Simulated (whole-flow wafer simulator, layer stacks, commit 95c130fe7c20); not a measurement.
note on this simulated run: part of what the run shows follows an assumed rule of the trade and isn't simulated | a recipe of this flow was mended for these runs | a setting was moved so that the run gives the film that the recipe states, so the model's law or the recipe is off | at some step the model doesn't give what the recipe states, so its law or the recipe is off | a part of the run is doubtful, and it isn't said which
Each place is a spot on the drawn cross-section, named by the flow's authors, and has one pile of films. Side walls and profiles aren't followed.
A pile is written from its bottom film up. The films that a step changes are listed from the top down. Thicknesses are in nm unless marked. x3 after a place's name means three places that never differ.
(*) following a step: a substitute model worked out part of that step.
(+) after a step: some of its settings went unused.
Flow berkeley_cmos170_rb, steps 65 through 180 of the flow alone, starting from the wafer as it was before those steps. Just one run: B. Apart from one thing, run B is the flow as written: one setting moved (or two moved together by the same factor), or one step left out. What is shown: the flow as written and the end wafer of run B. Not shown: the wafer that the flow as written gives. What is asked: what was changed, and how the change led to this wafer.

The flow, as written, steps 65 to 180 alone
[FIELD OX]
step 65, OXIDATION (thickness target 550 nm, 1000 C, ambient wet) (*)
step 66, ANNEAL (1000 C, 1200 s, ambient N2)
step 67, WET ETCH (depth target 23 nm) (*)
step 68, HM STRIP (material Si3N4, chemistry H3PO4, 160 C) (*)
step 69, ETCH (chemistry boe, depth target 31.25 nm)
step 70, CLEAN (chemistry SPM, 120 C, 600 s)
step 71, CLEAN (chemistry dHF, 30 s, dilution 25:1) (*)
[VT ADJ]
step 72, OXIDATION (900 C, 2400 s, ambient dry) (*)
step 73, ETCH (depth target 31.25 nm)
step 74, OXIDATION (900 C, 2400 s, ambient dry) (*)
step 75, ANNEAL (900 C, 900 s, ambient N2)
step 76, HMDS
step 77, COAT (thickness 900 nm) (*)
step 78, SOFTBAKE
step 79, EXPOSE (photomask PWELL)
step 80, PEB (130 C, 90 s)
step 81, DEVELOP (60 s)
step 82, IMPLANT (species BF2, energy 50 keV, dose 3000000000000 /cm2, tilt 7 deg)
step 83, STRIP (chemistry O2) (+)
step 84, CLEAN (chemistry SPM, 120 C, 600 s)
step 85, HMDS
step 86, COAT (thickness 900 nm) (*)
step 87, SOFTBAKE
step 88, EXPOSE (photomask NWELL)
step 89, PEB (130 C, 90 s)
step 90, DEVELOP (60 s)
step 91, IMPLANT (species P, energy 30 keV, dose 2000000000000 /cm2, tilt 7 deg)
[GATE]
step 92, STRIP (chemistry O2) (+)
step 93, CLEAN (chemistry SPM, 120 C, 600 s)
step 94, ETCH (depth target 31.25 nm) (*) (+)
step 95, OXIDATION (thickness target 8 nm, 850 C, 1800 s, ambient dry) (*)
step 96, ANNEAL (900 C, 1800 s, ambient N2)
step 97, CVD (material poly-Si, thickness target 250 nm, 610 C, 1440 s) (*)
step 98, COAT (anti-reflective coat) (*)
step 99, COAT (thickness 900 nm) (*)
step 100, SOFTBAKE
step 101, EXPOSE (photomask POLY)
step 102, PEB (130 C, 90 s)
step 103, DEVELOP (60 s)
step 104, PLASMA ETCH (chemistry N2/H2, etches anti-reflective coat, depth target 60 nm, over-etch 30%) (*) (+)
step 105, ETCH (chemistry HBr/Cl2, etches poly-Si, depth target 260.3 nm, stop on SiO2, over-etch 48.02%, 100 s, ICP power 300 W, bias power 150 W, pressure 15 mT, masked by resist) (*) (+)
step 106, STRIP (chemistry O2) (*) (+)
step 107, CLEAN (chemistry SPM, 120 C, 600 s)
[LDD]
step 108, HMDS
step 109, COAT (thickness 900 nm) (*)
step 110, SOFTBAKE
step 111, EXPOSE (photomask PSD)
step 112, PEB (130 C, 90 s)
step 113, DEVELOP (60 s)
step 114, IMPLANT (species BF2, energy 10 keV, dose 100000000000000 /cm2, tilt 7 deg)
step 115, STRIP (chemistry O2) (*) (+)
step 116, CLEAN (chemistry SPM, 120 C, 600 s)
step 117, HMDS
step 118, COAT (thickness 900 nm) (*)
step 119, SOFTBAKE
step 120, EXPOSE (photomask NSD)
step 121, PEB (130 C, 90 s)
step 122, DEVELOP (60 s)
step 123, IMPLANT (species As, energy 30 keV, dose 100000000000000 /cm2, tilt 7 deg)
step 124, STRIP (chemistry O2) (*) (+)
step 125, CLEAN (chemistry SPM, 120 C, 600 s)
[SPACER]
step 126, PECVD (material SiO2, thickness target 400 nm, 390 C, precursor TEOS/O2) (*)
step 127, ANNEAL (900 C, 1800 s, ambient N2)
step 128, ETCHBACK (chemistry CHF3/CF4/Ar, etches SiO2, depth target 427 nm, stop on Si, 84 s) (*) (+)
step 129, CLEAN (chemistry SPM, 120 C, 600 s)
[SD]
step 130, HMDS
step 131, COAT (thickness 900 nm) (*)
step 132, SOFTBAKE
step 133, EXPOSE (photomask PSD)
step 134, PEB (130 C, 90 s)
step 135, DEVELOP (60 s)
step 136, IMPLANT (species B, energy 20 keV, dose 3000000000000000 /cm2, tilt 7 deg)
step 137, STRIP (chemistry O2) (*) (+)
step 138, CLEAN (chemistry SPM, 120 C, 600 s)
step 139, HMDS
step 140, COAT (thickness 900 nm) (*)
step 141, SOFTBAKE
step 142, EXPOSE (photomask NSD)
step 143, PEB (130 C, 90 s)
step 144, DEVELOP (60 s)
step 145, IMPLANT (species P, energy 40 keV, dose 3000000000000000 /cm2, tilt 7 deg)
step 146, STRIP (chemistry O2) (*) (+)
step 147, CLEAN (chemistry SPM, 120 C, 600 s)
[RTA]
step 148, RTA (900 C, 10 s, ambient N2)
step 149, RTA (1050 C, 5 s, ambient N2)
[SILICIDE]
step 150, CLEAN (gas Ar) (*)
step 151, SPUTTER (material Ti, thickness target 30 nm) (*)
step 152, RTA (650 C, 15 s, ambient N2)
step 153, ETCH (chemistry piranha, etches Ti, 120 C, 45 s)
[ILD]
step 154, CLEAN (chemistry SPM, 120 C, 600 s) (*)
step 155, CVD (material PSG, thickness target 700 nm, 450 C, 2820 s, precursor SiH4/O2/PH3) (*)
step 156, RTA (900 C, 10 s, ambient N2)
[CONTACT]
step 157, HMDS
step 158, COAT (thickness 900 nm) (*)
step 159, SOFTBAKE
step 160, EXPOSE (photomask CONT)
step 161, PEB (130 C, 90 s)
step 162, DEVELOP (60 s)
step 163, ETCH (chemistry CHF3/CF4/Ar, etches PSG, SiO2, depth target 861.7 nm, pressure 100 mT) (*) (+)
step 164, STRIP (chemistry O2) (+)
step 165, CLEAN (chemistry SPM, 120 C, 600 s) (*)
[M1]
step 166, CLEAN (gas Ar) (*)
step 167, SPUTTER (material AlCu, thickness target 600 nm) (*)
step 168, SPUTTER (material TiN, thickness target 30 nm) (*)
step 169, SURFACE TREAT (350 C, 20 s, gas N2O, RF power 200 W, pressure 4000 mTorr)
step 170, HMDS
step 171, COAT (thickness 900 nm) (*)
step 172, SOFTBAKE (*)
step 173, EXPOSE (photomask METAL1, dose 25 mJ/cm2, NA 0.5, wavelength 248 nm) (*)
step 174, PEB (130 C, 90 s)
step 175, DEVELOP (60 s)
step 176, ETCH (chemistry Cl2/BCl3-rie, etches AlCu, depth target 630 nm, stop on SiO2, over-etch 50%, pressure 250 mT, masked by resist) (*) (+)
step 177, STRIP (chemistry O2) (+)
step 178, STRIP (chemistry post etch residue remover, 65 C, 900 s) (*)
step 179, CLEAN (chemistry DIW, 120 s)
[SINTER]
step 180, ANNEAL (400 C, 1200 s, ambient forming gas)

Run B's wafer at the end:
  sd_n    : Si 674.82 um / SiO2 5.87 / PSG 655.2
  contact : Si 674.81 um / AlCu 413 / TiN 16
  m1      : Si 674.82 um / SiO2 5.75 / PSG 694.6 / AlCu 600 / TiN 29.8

The reason: step 72, OXIDATION: ambient wet was run, while the flow as written has ambient dry.

The path from the change to this, step by step:
  step 72, OXIDATION (900 C, 2400 s, ambient dry) (*)
      sd_n, spacer_n, gate, sd_p, spacer_p, gate_p, contact, m1: SiO2 gains 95 (new film), Si loses 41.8 (in the flow as written it would be: SiO2 gains 15 (new film), Si loses 6.62)
      field: SiO2 gains 52.9, Si loses 23.3 (in the flow as written it would be: SiO2 gains 1.61, Si loses 0.71)
  step 73, ETCH (depth target 31.25 nm)
      sd_n, spacer_n, gate, sd_p, spacer_p, gate_p, contact, m1: SiO2 loses 31.3 (in the flow as written it would be: SiO2 loses 15 (all of it))
  step 74, OXIDATION (900 C, 2400 s, ambient dry) (*)
      sd_n, spacer_n, gate, sd_p, spacer_p, gate_p, contact, m1: SiO2 gains 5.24, Si loses 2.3 (in the flow as written it would be: SiO2 gains 15 (new film), Si loses 6.62)
  step 94, ETCH (depth target 31.25 nm) (*) (+)
      sd_n, spacer_n, gate, sd_p, spacer_p, gate_p, contact, m1: SiO2 loses 31.2 (in the flow as written it would be: SiO2 loses 15 (all of it))
  step 95, OXIDATION (thickness target 8 nm, 850 C, 1800 s, ambient dry) (*)
      sd_n, spacer_n, gate, sd_p, spacer_p, gate_p, contact, m1: SiO2 gains 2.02, Si loses 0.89 (in the flow as written it would be: SiO2 gains 7.53 (new film), Si loses 3.31)
  step 98, COAT (anti-reflective coat) (*)
      field: anti-reflective coat gains 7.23 (new film) (in the flow as written it would be: anti-reflective coat gains 6.71 (new film))
      sd_n: anti-reflective coat gains 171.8 (new film) (in the flow as written it would be: anti-reflective coat gains 154.3 (new film))
      (as well as at 7 more places)
  step 99, COAT (thickness 900 nm) (*)
      gate: KrF-resist gains 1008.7 (new film) (in the flow as written it would be: KrF-resist gains 988.4 (new film))
      gate_p: KrF-resist gains 1008.6 (new film) (in the flow as written it would be: KrF-resist gains 988.4 (new film))
  step 104, PLASMA ETCH (chemistry N2/H2, etches anti-reflective coat, depth target 60 nm, over-etch 30%) (*) (+)
      gate, gate_p: KrF-resist loses 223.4 (in the flow as written it would be: KrF-resist loses 200.6)
      field: anti-reflective coat loses 7.23 (all of it), poly-Si loses 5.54 (in the flow as written it would be: anti-reflective coat loses 6.71 (all of it), poly-Si loses 4.97)
      (as well as at 6 more places)
  step 106, STRIP (chemistry O2) (*) (+)
      gate: chemical SiO2 gains 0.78 (new film), KrF-resist loses 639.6 (all of it), anti-reflective coat loses 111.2 (all of it), poly-Si loses 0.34 (in the flow as written it would be: chemical SiO2 gains 0.78 (new film), KrF-resist loses 642.2 (all of it), anti-reflective coat loses 108.7 (all of it), poly-Si loses 0.34)
      gate_p: chemical SiO2 gains 0.78 (new film), KrF-resist loses 639.6 (all of it), anti-reflective coat loses 111.2 (all of it), poly-Si loses 0.34 (in the flow as written it would be: chemical SiO2 gains 0.78 (new film), KrF-resist loses 642.1 (all of it), anti-reflective coat loses 108.6 (all of it), poly-Si loses 0.34)
  step 128, ETCHBACK (chemistry CHF3/CF4/Ar, etches SiO2, depth target 427 nm, stop on Si, 84 s) (*) (+)
      sd_n: SiO2 loses 427 (in the flow as written it would be: SiO2 loses 406 (all of it), Si loses 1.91)
      contact: SiO2 loses 427 (in the flow as written it would be: SiO2 loses 405.8 (all of it), Si loses 1.93)
      (as well as at 2 more places)
  step 129, CLEAN (chemistry SPM, 120 C, 600 s)
      sd_n, contact, m1: nothing (in the flow as written it would be: chemical SiO2 gains 0.8 (new film), Si loses 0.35)
  step 131, COAT (thickness 900 nm) (*)
      sd_n: KrF-resist gains 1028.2 (new film) (in the flow as written it would be: KrF-resist gains 1002.7 (new film))
      sd_p: KrF-resist gains 1037 (new film) (in the flow as written it would be: KrF-resist gains 1008.7 (new film))
      (as well as at 1 more place)
  step 135, DEVELOP (60 s)
      sd_p: KrF-resist loses 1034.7 (all of it) (in the flow as written it would be: KrF-resist loses 1006.4 (all of it))
  step 137, STRIP (chemistry O2) (*) (+)
      sd_n: KrF-resist loses 1010.9 (all of it) (in the flow as written it would be: KrF-resist loses 985.4 (all of it), chemical SiO2 gains 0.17, Si loses 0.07)
      m1: KrF-resist loses 1002.4 (all of it) (in the flow as written it would be: KrF-resist loses 979.2 (all of it), chemical SiO2 gains 0.17, Si loses 0.07)
  step 140, COAT (thickness 900 nm) (*)
      sd_n: KrF-resist gains 1028 (new film) (in the flow as written it would be: KrF-resist gains 1002.3 (new film))
      sd_p: KrF-resist gains 1036.6 (new film) (in the flow as written it would be: KrF-resist gains 1008.5 (new film))
      (as well as at 1 more place)
  step 144, DEVELOP (60 s)
      sd_n: KrF-resist loses 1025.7 (all of it) (in the flow as written it would be: KrF-resist loses 1000 (all of it))
      m1: KrF-resist loses 1017.4 (all of it) (in the flow as written it would be: KrF-resist loses 994 (all of it))
  ... another 16 steps ...
  step 177, STRIP (chemistry O2) (+)
      contact: KrF-resist loses 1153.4 (all of it) (in the flow as written it would be: KrF-resist loses 1121.3 (all of it))
      m1: KrF-resist loses 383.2 (all of it) (in the flow as written it would be: KrF-resist loses 361.6 (all of it))
